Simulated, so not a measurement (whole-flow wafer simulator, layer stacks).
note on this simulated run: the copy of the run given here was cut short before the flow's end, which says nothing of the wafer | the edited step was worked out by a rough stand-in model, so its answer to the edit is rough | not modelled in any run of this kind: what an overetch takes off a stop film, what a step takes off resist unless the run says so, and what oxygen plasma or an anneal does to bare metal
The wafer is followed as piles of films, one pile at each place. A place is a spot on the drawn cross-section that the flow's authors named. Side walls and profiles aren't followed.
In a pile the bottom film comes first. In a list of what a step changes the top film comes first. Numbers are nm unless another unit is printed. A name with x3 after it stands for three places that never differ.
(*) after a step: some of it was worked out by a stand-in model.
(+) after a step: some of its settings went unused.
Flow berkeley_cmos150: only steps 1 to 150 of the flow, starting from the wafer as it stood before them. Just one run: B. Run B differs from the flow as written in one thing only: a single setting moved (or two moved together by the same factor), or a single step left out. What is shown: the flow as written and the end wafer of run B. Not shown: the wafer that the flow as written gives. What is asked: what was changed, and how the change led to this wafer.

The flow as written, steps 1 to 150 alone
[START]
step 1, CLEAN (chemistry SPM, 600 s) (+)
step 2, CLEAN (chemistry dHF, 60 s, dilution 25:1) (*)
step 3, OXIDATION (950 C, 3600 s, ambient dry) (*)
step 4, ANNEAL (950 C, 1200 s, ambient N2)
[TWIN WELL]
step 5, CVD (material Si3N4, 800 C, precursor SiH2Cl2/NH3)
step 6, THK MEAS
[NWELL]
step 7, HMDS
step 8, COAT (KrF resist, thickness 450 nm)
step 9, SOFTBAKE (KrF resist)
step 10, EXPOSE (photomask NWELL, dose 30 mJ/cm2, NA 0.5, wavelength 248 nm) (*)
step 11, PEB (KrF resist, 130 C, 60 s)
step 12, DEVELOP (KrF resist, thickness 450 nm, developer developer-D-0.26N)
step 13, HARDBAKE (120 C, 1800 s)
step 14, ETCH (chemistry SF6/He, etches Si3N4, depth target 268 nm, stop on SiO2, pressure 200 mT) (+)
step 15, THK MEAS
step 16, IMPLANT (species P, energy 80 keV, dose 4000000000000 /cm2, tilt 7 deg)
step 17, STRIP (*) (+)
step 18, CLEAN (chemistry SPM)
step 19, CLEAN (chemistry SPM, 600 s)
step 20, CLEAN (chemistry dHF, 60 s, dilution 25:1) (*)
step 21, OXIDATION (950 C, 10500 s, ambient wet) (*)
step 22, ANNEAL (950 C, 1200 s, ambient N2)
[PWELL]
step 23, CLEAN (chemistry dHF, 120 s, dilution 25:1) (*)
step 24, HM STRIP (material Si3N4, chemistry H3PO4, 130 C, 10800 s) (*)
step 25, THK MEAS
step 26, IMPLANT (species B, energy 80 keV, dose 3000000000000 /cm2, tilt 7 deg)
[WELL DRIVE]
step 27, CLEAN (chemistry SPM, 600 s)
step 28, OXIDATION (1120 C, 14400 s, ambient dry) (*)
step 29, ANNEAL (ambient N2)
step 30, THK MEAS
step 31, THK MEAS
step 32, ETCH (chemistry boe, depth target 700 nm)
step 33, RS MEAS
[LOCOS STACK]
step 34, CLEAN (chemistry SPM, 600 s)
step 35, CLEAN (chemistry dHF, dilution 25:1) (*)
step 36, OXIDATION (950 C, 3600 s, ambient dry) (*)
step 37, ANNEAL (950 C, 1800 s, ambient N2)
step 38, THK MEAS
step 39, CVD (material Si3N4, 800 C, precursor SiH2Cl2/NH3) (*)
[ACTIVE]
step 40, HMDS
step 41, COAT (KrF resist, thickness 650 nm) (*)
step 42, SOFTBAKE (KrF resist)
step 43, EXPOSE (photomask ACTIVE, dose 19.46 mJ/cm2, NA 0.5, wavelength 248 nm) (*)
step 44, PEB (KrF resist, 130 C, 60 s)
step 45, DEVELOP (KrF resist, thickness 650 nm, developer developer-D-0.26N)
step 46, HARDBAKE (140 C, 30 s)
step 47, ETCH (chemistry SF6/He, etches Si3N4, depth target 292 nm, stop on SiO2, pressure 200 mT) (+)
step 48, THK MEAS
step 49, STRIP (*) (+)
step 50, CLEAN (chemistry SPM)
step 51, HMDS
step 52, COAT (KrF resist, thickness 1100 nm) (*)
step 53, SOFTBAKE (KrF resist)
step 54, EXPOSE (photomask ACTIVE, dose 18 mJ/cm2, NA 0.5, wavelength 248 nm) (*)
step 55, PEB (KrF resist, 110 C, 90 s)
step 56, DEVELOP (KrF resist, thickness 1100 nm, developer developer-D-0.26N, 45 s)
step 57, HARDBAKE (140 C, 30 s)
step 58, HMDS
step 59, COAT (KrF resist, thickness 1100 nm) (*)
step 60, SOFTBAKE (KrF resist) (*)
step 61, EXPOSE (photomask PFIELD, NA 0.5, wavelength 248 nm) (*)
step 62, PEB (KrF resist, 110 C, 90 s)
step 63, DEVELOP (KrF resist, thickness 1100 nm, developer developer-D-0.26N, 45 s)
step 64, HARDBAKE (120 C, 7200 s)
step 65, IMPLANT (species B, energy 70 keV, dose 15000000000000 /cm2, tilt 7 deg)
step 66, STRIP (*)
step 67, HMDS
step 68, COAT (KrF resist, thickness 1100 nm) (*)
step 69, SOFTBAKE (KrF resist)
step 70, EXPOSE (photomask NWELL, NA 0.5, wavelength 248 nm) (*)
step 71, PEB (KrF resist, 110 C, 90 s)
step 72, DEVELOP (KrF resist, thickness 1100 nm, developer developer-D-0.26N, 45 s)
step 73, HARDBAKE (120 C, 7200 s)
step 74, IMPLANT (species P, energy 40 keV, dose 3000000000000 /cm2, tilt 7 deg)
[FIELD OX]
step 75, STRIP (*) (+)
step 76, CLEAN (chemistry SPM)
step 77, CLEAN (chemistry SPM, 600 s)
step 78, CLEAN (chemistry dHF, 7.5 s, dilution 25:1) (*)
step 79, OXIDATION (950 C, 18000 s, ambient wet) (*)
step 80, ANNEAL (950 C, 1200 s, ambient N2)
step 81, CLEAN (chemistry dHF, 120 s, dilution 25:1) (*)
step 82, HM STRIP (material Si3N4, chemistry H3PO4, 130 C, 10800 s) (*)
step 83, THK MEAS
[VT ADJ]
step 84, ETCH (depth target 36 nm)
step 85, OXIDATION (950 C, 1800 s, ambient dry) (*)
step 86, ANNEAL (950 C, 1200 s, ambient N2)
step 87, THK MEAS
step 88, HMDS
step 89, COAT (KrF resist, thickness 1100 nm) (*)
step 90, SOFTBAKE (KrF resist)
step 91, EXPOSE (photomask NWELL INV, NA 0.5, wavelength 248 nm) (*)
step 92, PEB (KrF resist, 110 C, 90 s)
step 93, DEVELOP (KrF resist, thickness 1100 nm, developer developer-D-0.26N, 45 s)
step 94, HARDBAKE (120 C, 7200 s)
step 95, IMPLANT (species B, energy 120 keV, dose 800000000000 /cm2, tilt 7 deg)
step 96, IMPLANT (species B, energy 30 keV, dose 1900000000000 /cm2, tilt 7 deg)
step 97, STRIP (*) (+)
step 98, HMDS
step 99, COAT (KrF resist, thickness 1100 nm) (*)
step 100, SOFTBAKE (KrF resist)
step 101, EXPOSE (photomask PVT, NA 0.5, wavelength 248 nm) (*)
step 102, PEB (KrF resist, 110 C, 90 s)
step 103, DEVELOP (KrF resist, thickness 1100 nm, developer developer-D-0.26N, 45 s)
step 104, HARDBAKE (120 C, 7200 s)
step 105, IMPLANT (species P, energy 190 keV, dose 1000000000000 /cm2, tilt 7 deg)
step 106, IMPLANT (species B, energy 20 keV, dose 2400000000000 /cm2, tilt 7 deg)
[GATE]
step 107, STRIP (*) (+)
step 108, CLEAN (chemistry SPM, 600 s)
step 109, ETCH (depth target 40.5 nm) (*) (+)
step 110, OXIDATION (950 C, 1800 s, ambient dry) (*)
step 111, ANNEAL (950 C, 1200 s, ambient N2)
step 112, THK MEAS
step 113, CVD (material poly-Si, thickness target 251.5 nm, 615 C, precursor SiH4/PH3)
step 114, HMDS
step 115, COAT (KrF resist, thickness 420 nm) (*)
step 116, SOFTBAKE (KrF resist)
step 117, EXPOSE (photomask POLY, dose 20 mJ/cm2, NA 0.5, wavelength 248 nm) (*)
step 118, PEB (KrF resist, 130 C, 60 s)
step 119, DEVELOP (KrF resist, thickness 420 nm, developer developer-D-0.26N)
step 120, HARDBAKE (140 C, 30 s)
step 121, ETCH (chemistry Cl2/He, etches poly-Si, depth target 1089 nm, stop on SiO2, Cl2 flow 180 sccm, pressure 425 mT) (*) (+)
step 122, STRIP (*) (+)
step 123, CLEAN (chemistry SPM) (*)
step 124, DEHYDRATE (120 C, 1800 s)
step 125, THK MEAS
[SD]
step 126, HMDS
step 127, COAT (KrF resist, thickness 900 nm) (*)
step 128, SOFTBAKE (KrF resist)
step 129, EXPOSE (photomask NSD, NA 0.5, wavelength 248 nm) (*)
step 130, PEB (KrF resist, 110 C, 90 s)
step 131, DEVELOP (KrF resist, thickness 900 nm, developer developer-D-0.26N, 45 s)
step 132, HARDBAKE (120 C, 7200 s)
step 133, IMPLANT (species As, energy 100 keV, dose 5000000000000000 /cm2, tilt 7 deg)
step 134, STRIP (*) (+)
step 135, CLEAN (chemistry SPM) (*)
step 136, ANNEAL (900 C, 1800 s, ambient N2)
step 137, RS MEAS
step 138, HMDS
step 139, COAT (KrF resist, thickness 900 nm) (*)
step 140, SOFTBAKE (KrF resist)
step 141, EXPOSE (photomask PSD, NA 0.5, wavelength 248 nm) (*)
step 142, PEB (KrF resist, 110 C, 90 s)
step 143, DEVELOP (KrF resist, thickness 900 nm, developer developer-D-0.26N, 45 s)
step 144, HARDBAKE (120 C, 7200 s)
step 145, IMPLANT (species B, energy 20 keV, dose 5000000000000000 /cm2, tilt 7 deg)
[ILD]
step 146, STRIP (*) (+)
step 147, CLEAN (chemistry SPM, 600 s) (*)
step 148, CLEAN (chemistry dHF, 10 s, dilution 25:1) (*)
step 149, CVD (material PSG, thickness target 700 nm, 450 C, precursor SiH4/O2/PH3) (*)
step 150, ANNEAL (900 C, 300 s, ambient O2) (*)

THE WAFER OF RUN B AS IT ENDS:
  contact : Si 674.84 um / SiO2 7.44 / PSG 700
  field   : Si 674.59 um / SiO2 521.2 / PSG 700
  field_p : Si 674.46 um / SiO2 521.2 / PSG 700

The reason: step 110, OXIDATION: 810 s was run, whereas the flow has 1800 s.

Step by step, how the change led to this:
  step 110, OXIDATION (950 C, 1800 s, ambient dry) (*)
      sd_n, gate_n, sd_p, gate_p, contact, m1: +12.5 SiO2 (new film), -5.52 Si (as written it would have been: +20.4 SiO2 (new film), -8.98 Si)
      field, field_p: +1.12 SiO2, -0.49 Si (as written it would have been: +2.49 SiO2, -1.09 Si)
